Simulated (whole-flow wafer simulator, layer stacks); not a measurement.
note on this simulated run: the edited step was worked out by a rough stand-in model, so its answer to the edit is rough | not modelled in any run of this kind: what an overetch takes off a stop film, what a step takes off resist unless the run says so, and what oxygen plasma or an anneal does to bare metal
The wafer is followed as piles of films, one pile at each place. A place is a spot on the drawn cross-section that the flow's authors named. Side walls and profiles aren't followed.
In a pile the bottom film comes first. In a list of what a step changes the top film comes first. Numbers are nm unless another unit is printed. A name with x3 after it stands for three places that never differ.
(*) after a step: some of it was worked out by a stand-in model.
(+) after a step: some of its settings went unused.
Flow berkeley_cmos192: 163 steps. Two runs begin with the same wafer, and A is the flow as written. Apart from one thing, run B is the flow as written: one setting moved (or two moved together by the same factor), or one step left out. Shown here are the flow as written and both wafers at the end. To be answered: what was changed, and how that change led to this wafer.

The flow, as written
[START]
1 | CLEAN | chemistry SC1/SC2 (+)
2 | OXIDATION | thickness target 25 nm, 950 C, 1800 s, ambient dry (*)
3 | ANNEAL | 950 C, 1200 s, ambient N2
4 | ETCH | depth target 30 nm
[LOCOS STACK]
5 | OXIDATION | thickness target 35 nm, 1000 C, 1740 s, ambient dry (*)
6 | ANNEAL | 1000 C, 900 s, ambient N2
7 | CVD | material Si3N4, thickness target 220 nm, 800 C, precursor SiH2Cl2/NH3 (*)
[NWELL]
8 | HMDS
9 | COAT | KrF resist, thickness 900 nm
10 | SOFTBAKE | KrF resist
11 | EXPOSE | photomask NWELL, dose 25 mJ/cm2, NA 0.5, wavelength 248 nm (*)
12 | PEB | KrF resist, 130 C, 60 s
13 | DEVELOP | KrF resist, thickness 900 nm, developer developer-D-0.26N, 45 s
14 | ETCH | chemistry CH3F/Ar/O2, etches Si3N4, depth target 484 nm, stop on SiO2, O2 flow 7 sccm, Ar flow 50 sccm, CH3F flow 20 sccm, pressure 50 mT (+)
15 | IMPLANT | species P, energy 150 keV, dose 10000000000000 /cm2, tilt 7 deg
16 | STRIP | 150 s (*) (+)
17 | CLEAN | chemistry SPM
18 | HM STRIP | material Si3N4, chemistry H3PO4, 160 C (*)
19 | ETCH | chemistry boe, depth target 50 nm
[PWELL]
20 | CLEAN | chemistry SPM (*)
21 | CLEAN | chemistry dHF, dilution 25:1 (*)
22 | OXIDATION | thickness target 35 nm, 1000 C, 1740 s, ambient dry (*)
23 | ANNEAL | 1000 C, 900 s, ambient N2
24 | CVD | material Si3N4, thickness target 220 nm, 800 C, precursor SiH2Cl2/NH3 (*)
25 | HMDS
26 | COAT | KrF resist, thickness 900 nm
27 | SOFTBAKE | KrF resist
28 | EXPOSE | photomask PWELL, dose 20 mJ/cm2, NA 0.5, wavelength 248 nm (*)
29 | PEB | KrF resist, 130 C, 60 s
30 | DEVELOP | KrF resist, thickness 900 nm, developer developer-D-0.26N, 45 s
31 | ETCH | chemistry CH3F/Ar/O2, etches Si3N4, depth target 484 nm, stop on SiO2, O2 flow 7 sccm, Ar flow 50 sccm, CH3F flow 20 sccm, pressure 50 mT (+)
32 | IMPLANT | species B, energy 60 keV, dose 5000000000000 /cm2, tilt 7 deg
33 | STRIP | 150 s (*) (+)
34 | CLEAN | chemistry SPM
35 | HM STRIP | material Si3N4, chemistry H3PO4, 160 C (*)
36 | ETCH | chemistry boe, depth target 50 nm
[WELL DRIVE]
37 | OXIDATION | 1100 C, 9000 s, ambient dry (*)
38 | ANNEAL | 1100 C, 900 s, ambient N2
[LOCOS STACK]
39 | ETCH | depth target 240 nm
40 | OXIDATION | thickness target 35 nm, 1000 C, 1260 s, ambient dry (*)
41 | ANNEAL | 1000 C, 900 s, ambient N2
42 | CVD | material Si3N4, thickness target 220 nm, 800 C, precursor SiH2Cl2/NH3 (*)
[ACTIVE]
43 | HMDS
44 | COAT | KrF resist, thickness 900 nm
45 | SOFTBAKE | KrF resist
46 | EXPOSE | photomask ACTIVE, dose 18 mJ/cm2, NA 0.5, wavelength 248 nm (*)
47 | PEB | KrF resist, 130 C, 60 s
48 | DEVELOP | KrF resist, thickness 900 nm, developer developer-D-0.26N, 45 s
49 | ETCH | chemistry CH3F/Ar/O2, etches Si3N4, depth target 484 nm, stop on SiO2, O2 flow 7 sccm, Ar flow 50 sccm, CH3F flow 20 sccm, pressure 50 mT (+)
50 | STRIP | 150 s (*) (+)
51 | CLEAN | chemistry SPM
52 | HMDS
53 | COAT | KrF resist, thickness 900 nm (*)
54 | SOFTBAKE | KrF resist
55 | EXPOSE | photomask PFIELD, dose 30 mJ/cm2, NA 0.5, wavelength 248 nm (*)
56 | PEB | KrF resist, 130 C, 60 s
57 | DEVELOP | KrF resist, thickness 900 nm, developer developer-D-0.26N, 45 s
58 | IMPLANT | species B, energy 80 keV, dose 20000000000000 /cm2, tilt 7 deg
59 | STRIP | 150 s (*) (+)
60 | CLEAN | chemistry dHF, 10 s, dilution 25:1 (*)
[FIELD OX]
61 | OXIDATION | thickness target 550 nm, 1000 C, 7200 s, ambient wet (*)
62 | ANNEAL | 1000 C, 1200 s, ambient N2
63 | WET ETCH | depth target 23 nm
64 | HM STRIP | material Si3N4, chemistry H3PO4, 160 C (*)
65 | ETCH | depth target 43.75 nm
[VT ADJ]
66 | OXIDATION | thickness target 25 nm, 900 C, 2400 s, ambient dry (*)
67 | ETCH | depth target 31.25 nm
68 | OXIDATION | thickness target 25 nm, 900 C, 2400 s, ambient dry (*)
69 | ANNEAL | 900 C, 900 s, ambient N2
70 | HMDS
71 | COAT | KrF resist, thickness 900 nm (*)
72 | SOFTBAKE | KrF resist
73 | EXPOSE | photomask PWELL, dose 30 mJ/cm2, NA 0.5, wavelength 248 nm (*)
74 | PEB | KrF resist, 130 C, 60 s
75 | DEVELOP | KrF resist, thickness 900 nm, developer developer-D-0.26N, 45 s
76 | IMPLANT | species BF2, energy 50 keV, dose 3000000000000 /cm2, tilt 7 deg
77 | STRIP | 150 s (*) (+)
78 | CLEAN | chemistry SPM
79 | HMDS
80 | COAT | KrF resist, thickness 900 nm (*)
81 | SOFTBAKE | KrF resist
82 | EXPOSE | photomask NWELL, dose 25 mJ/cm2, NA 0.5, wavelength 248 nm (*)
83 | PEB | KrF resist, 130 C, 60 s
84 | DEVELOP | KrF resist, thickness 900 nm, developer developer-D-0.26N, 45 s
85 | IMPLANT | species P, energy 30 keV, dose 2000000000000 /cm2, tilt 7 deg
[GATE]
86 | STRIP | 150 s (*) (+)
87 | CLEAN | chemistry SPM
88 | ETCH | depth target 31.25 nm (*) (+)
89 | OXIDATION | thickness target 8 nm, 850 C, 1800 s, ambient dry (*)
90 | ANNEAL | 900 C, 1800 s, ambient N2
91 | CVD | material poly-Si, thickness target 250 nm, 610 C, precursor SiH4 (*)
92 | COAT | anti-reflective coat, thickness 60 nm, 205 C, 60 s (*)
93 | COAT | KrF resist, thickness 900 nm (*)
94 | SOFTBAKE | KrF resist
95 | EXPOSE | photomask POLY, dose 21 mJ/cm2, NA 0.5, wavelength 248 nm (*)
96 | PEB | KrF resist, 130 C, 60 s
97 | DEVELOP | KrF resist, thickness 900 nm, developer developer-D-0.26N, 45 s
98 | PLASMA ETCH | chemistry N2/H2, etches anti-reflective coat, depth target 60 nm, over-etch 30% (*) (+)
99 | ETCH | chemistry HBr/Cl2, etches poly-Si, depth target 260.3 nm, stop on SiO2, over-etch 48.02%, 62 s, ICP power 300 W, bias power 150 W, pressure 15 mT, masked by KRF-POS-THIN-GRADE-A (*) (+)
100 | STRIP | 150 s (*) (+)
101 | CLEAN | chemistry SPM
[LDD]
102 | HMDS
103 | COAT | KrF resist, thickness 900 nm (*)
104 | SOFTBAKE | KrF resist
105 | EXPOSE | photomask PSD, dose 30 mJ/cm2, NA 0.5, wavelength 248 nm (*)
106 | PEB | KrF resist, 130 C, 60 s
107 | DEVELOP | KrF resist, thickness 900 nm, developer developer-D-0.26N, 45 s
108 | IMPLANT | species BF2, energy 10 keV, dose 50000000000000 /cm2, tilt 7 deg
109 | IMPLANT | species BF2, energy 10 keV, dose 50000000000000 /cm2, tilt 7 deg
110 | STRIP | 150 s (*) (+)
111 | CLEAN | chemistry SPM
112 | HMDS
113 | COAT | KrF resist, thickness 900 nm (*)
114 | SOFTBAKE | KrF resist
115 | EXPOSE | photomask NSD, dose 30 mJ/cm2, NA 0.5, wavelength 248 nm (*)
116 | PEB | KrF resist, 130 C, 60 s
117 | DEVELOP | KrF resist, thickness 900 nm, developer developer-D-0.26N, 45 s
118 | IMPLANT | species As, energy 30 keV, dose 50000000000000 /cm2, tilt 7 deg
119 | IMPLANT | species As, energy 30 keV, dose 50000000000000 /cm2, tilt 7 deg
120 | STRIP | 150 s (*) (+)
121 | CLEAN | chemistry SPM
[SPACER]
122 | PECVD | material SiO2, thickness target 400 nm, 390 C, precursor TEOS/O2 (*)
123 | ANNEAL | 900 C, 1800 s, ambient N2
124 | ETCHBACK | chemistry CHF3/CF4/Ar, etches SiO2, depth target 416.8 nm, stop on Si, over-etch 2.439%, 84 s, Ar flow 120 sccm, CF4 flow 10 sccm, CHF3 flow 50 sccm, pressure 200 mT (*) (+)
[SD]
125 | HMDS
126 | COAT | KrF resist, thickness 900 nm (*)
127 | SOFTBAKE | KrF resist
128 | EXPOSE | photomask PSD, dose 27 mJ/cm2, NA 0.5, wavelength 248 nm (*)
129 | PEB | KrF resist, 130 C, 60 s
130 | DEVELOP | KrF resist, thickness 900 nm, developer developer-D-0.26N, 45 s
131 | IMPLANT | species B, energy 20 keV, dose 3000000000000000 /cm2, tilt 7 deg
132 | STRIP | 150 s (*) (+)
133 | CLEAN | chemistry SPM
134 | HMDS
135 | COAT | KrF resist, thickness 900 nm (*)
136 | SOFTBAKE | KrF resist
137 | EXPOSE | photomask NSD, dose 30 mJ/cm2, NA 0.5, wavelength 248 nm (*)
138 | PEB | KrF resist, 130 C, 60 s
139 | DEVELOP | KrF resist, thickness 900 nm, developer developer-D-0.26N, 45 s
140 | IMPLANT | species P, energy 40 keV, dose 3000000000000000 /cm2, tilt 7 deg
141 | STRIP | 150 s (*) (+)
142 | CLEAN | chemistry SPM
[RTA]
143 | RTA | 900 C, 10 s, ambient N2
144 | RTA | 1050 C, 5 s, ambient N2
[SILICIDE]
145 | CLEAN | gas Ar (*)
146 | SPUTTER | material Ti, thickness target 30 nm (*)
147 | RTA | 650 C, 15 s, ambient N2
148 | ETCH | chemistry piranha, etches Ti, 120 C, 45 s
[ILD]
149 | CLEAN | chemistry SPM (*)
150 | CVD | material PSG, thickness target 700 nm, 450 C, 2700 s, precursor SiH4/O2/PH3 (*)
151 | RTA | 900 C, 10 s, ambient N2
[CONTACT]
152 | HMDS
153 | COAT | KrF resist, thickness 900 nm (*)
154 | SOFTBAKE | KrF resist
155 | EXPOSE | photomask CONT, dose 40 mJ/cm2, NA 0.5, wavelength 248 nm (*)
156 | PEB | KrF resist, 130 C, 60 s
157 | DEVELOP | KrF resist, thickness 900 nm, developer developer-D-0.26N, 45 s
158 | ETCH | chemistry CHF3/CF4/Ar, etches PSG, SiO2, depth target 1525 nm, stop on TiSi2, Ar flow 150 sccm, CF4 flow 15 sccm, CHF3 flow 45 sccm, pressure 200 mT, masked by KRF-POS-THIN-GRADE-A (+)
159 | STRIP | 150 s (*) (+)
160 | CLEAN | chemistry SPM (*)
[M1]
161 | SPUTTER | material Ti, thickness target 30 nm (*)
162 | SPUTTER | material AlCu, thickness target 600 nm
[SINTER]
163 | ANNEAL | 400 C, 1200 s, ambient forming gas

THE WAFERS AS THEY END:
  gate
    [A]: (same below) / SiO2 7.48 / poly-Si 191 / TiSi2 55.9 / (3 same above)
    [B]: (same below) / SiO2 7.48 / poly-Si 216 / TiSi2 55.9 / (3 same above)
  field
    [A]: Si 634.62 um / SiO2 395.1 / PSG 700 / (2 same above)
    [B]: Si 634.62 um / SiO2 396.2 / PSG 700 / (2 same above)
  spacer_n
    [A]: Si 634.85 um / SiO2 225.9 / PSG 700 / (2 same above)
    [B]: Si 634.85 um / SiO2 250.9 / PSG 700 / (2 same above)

Cause: step 91, CVD: thickness target 275 nm was run, while the flow as written has thickness target 250 nm.

How this came from the change, step by step:
  91 | CVD | material poly-Si, thickness target 250 nm, 610 C, precursor SiH4 (*)
      field, sd_n, spacer_n and 6 more: A poly-Si gains 250 (new film) | B poly-Si gains 275 (new film)
  99 | ETCH | chemistry HBr/Cl2, etches poly-Si, depth target 260.3 nm, stop on SiO2, over-etch 48.02%, 62 s, ICP power 300 W, bias power 150 W, pressure 15 mT, masked by KRF-POS-THIN-GRADE-A (*) (+)
      spacer_n, spacer_p: A poly-Si loses 245.8 (all of it), SiO2 loses 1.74 | B poly-Si loses 270.7 (all of it), SiO2 loses 0.57
      field: A poly-Si loses 245.8 (all of it), SiO2 loses 1.74 | B poly-Si loses 270.8 (all of it), SiO2 loses 0.57
      (as well as at 4 more places)
  103 | COAT | KrF resist, thickness 900 nm (*)
      gate: A KrF resist gains 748 (new film) | B KrF resist gains 727.4 (new film)
      gate_p: A KrF resist gains 744.1 (new film) | B KrF resist gains 723.5 (new film)
  107 | DEVELOP | KrF resist, thickness 900 nm, developer developer-D-0.26N, 45 s
      gate_p: A KrF resist loses 742.9 (all of it) | B KrF resist loses 722.4 (all of it)
  110 | STRIP | 150 s (*) (+)
      gate: A KrF resist loses 732.7 (all of it), chemical SiO2 gains 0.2, poly-Si loses 0.09 | B KrF resist loses 712.1 (all of it), chemical SiO2 gains 0.2, poly-Si loses 0.09
  113 | COAT | KrF resist, thickness 900 nm (*)
      gate: A KrF resist gains 747.9 (new film) | B KrF resist gains 727.3 (new film)
      gate_p: A KrF resist gains 743.9 (new film) | B KrF resist gains 723.4 (new film)
  117 | DEVELOP | KrF resist, thickness 900 nm, developer developer-D-0.26N, 45 s
      gate: A KrF resist loses 746.8 (all of it) | B KrF resist loses 726.2 (all of it)
  120 | STRIP | 150 s (*) (+)
      gate_p: A KrF resist loses 728.6 (all of it), chemical SiO2 gains 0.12, poly-Si loses 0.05 | B KrF resist loses 708 (all of it), chemical SiO2 gains 0.12, poly-Si loses 0.05
  124 | ETCHBACK | chemistry CHF3/CF4/Ar, etches SiO2, depth target 416.8 nm, stop on Si, over-etch 2.439%, 84 s, Ar flow 120 sccm, CF4 flow 10 sccm, CHF3 flow 50 sccm, pressure 200 mT (*) (+)
      spacer_n: A SiO2 loses 160 | B SiO2 loses 136.1
      spacer_p: A SiO2 loses 159.9 | B SiO2 loses 136.1
  126 | COAT | KrF resist, thickness 900 nm (*)
      spacer_n: A KrF resist gains 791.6 (new film) | B KrF resist gains 773.4 (new film)
      gate: A KrF resist gains 771.5 (new film) | B KrF resist gains 753.7 (new film)
      (as well as at 2 more places)
  130 | DEVELOP | KrF resist, thickness 900 nm, developer developer-D-0.26N, 45 s
      spacer_p: A KrF resist loses 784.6 (all of it) | B KrF resist loses 766.5 (all of it)
      gate_p: A KrF resist loses 764.3 (all of it) | B KrF resist loses 746.6 (all of it)
  132 | STRIP | 150 s (*) (+)
      spacer_n: A KrF resist loses 776.1 (all of it) | B KrF resist loses 758 (all of it)
      gate: A chemical SiO2 gains 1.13 (new film), KrF resist loses 756.1 (all of it), poly-Si loses 0.5 | B chemical SiO2 gains 1.13 (new film), KrF resist loses 738.3 (all of it), poly-Si loses 0.5
  135 | COAT | KrF resist, thickness 900 nm (*)
      spacer_n: A KrF resist gains 791.1 (new film) | B KrF resist gains 773.7 (new film)
      gate: A KrF resist gains 770.3 (new film) | B KrF resist gains 753.3 (new film)
      (as well as at 2 more places)
  139 | DEVELOP | KrF resist, thickness 900 nm, developer developer-D-0.26N, 45 s
      spacer_n: A KrF resist loses 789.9 (all of it) | B KrF resist loses 772.5 (all of it)
      gate: A KrF resist loses 769.1 (all of it) | B KrF resist loses 752.2 (all of it)
  141 | STRIP | 150 s (*) (+)
      spacer_p: A KrF resist loses 770.2 (all of it) | B KrF resist loses 752.6 (all of it)
      gate_p: A KrF resist loses 749.1 (all of it), chemical SiO2 gains 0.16 | B KrF resist loses 732 (all of it), chemical SiO2 gains 0.16
  159 | STRIP | 150 s (*) (+)
      spacer_n: A KrF resist loses 620.3 (all of it) | B KrF resist loses 606.5 (all of it)
      gate: A KrF resist loses 600.1 (all of it) | B KrF resist loses 587.6 (all of it)
      (as well as at 2 more places)
